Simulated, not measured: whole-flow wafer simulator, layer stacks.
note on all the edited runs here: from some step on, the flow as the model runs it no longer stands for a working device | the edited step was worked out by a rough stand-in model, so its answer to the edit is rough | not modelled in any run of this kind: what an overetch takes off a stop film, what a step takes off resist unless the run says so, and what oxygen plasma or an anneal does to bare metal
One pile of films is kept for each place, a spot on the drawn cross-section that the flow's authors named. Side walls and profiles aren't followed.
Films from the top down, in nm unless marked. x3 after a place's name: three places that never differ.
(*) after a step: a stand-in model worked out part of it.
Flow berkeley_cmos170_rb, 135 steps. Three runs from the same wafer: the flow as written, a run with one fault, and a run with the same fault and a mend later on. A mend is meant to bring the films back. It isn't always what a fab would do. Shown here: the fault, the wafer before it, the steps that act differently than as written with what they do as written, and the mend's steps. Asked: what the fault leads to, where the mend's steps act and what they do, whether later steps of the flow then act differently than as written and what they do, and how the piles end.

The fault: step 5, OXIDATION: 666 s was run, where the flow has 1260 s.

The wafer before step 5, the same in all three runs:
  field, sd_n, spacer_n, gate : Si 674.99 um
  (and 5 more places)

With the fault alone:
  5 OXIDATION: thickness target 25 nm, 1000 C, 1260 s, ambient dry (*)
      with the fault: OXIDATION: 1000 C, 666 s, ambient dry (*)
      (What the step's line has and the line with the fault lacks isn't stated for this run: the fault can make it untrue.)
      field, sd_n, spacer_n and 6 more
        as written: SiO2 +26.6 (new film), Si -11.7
        with the fault: SiO2 +18.9 (new film), Si -8.33
  Later steps of the flow that act differently than as written:
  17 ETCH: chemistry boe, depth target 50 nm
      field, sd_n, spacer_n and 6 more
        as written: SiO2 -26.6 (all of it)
        with the fault: SiO2 -18.9 (all of it)
  At the end the piles differ from the flow's only slightly at the places that both follow, by at most 2% or 0.5 nm, whichever is larger.

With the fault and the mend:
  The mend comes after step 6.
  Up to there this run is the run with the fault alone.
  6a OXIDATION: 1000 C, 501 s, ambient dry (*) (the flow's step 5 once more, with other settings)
      field, sd_n, spacer_n and 6 more
        SiO2 +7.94, Si -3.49
  No later step of the flow acts differently than as written, at any place that is followed, by more than 2% or 0.5 nm, whichever is larger.
  At the end the piles differ from the flow's only slightly at the places that both follow, by at most 2% or 0.5 nm, whichever is larger.
